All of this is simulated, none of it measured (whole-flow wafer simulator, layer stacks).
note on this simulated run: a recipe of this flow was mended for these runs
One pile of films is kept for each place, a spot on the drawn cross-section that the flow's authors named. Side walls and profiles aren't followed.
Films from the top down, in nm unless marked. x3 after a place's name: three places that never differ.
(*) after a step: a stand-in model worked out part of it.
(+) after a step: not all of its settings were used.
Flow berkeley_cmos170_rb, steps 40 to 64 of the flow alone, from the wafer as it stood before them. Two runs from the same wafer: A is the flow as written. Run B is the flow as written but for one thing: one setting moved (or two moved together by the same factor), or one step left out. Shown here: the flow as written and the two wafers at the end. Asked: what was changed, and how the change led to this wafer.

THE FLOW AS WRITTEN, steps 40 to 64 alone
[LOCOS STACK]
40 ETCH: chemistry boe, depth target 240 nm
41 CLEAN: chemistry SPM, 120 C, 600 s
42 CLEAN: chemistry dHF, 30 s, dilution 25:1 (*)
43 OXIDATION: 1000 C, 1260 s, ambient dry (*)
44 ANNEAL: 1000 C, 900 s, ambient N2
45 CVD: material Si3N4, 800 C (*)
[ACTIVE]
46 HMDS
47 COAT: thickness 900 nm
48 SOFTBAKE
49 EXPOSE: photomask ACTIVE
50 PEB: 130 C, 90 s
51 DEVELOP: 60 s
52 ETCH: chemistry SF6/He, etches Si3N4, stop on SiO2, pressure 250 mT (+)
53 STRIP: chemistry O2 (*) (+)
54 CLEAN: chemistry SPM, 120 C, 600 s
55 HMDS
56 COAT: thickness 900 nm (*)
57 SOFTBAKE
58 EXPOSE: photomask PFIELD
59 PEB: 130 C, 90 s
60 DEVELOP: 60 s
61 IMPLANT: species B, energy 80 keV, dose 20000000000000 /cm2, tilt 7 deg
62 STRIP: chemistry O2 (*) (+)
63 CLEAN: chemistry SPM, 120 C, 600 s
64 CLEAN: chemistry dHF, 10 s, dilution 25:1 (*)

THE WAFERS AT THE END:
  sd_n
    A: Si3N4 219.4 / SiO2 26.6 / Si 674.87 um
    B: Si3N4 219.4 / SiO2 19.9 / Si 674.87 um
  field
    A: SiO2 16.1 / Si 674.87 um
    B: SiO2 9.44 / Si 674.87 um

The cause: step 43, OXIDATION: 969 C was run, where the flow has 1000 C.

How the change led to this, step by step:
  43 OXIDATION: 1000 C, 1260 s, ambient dry (*)
      field, sd_n, spacer_n and 6 more: A SiO2 +26.6 (new film), Si -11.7 | B SiO2 +19.9 (new film), Si -8.73
